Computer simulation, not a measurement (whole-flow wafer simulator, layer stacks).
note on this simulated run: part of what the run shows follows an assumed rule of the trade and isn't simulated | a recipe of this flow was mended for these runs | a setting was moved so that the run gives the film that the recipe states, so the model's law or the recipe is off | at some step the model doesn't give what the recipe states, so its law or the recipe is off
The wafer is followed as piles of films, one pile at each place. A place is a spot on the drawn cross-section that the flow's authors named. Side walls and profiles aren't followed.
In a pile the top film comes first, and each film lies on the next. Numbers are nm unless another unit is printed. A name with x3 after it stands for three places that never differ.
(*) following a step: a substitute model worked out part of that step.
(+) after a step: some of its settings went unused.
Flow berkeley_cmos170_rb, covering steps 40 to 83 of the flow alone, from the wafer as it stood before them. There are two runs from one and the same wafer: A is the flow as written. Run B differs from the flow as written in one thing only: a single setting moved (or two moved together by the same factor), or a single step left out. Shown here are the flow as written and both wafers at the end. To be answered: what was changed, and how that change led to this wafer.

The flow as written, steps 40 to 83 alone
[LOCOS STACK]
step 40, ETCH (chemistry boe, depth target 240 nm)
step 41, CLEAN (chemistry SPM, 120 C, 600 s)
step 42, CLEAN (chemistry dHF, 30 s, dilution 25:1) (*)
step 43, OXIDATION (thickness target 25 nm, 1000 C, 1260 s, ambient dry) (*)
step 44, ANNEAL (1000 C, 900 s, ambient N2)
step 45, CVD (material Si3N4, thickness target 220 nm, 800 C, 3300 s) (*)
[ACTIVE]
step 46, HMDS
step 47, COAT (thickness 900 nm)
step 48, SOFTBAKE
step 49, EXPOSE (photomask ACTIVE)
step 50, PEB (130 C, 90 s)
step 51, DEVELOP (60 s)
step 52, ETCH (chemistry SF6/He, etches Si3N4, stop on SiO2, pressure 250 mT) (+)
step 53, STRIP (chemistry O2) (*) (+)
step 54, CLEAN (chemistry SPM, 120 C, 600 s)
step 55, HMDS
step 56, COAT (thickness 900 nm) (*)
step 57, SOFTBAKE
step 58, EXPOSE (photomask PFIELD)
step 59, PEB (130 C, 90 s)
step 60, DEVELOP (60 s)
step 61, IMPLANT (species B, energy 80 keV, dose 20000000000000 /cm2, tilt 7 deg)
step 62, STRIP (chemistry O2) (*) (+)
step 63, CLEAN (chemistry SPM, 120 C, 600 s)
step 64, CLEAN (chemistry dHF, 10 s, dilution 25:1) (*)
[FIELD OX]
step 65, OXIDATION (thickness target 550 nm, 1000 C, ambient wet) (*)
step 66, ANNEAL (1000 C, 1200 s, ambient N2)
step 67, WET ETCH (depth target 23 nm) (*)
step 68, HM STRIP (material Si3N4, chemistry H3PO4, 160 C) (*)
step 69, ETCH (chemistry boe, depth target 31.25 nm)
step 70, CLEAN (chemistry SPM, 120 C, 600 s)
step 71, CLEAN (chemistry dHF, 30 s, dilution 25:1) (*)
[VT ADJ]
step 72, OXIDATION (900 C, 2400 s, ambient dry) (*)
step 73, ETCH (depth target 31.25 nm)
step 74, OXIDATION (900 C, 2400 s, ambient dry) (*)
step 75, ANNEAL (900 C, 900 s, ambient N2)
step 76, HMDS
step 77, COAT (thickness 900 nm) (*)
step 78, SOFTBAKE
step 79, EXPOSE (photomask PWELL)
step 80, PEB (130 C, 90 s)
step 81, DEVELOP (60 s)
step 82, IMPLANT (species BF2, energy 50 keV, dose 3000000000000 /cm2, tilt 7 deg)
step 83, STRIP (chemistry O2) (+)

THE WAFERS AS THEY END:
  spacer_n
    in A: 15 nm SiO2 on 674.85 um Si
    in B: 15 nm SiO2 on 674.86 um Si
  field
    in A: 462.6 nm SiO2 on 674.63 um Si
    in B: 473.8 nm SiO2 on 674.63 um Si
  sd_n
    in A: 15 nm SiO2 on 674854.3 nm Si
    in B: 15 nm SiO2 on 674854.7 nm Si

Cause: step 69, ETCH: depth target 20 nm was run, though the flow has depth target 31.25 nm.

Step by step, how the change led to this:
  step 69, ETCH (chemistry boe, depth target 31.25 nm)
      spacer_n, spacer_p, gate_p, contact, m1: A SiO2 loses 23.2 (all of it) | B SiO2 loses 20
      gate, sd_p: A SiO2 loses 23.3 (all of it) | B SiO2 loses 20
      (also at 2 further places)
  step 70, CLEAN (chemistry SPM, 120 C, 600 s)
      sd_n, spacer_n, gate, sd_p, spacer_p, gate_p, contact, m1: A chemical SiO2 gains 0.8 (new film), Si loses 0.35 | B nothing
  step 71, CLEAN (chemistry dHF, 30 s, dilution 25:1) (*)
      spacer_n, spacer_p, gate_p, contact, m1: A chemical SiO2 loses 0.8 (all of it) | B SiO2 loses 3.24 (all of it)
      sd_n: A chemical SiO2 loses 0.8 (all of it) | B SiO2 loses 4.77 (all of it)
      (also at 2 further places)
